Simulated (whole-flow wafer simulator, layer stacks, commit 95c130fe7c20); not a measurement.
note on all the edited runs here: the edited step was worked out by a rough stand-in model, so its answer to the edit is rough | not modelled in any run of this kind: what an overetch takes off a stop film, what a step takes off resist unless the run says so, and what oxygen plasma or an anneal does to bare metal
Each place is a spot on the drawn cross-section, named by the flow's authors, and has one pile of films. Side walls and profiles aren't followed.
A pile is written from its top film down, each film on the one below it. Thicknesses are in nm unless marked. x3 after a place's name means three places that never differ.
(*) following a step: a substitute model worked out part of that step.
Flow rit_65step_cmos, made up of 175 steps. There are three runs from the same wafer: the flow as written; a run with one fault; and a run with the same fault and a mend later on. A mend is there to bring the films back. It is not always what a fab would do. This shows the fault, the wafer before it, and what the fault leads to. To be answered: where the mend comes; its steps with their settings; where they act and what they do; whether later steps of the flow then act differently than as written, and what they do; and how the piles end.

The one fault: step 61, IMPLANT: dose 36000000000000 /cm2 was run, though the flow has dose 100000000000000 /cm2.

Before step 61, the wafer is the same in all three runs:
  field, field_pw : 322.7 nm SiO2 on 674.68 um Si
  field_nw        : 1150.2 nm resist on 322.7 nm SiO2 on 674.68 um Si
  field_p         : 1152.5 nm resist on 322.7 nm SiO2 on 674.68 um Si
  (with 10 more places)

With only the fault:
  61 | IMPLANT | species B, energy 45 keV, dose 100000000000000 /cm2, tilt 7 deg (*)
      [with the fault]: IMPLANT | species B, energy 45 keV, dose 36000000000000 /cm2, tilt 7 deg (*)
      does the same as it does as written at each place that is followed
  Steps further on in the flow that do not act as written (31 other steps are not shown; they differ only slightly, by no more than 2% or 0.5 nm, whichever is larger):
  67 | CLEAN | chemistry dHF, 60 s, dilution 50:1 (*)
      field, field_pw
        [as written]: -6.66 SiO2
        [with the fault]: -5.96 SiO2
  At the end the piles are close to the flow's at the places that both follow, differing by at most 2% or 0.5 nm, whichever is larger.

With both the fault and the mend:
  The mend follows step 62.
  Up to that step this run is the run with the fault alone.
  62a | HMDS | 140 C, 60 s (a further turn of the flow's step 54)
      alters no film at any place that is followed
  62b | COAT | resist, thickness 1300 nm (a further turn of the flow's step 55)
      gate_n, gate_p, spacer, spacer_p, contact
        +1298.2 resist (new film)
      active_n, active_p, sd_p
        +1297.4 resist (new film)
      field_pw, field_nw
        +1313 resist (new film)
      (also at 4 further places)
  62c | SOFTBAKE | resist, 90 C, 60 s (a further turn of the flow's step 56)
      alters no film at any place that is followed
  62d | EXPOSE | photomask M5, dose 250 mJ/cm2, NA 0.6, wavelength 365 nm (a further turn of the flow's step 57)
      alters no film at any place that is followed
  62e | PEB | resist, 110 C, 60 s (a further turn of the flow's step 58)
      gate_n, gate_p, spacer, spacer_p, contact, m1
        -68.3 resist
      active_n, active_p, sd_n, sd_p
        -68.2 resist
      field, field_p
        -69.2 resist
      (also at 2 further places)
  62f | DEVELOP | resist, thickness 1300 nm, 68 s (a further turn of the flow's step 59)
      gate_n, spacer, contact
        -1229.9 resist (all of it)
      field
        -1246.5 resist (all of it)
      field_pw
        -1243.9 resist (all of it)
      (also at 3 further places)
  62g | HARDBAKE | resist, 140 C, 120 s (a further turn of the flow's step 60)
      active_p, gate_p, spacer_p
        -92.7 resist
      field_nw
        -93.8 resist
      field_p
        -94 resist
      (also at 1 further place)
  62h | IMPLANT | species B, energy 45 keV, dose 64000000000000 /cm2, tilt 7 deg (*) (a further turn of the flow's step 61, with different settings)
      alters no film at any place that is followed
  62i | STRIP | resist, chemistry O2, 180 s (a further turn of the flow's step 62)
      active_p, sd_p
        -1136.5 resist (all of it)
      gate_p, spacer_p
        -1137.2 resist (all of it)
      field_nw
        -1150.2 resist (all of it)
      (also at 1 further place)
  Later steps of the flow that are run all act as written at every place that is followed.
  By the end, the piles equal the flow's at every place that both follow.
